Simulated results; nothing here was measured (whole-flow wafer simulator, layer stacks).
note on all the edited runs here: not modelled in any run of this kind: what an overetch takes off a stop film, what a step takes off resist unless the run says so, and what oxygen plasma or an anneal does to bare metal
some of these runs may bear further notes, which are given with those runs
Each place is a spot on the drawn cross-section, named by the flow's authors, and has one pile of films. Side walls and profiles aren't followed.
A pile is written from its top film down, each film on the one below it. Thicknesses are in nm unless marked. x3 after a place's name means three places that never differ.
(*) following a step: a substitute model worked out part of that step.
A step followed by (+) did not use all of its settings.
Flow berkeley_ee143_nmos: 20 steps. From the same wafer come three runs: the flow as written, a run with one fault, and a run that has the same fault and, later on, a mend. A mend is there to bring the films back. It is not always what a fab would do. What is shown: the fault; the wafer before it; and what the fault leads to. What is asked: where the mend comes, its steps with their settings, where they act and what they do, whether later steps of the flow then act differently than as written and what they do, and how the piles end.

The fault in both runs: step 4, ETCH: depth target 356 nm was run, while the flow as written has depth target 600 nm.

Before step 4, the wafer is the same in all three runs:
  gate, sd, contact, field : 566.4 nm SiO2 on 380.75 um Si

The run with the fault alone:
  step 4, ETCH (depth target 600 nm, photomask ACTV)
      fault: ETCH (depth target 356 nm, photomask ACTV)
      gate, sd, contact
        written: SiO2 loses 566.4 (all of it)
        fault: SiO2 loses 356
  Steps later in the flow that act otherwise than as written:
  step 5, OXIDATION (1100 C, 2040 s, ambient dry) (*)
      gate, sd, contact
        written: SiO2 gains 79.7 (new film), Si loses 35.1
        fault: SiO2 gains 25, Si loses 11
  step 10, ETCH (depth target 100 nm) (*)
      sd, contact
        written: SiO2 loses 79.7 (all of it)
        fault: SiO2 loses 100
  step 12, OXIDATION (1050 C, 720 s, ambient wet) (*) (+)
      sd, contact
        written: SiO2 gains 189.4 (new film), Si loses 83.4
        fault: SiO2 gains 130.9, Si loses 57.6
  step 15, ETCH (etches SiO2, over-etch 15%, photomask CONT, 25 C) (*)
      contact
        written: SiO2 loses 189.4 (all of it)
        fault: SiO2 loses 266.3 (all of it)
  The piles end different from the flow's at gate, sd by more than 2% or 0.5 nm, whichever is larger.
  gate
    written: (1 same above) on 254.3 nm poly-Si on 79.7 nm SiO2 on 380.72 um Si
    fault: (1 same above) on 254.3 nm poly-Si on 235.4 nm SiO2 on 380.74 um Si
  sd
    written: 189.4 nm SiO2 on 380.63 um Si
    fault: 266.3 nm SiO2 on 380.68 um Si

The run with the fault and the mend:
  After step 4 comes the mend.
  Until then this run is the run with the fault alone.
  step 4a, ETCH (depth target 244 nm, photomask ACTV) (a further turn of the flow's step 4, with different settings)
      gate, sd, contact
        SiO2 loses 210.4 (all of it)
  Every later step of the flow that is run acts as written at every place that is followed.
  By the end, the piles equal the flow's at every place that both follow.
